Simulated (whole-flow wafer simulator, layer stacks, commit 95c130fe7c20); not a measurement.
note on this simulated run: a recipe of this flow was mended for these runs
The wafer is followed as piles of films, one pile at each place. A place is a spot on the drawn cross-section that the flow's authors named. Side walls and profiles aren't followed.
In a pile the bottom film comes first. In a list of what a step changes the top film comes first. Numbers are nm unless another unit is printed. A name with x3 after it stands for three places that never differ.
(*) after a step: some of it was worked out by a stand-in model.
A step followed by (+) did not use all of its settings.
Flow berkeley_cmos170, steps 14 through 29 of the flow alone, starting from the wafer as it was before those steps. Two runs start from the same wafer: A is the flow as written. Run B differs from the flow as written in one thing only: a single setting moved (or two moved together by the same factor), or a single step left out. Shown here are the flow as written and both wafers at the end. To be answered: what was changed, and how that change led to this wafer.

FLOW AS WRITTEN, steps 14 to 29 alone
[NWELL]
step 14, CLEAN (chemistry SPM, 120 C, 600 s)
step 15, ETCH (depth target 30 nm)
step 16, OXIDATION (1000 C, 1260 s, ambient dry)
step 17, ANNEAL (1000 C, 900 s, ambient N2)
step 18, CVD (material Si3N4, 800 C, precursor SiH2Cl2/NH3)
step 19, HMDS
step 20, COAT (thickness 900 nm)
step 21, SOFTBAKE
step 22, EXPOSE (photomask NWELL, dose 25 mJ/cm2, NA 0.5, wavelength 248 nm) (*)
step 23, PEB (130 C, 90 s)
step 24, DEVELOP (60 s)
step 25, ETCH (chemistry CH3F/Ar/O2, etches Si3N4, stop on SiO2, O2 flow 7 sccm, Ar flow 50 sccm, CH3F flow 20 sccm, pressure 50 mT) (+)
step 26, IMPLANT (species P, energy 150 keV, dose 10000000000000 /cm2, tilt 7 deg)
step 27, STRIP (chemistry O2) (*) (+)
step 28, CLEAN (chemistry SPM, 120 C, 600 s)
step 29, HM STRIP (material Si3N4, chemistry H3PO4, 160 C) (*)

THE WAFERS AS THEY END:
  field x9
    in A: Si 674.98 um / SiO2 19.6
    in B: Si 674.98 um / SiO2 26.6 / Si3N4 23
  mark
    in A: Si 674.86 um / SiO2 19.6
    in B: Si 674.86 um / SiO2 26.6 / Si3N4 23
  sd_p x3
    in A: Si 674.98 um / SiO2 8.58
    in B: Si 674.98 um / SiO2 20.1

Cause: step 29, HM STRIP: 139 C was run, whereas the flow has 160 C.

How this came from the change, step by step:
  step 29, HM STRIP (material Si3N4, chemistry H3PO4, 160 C) (*)
      field x9, mark: A Si3N4 loses 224 (all of it), SiO2 loses 7 | B Si3N4 loses 201
      sd_p x3: A SiO2 loses 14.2 | B SiO2 loses 2.78
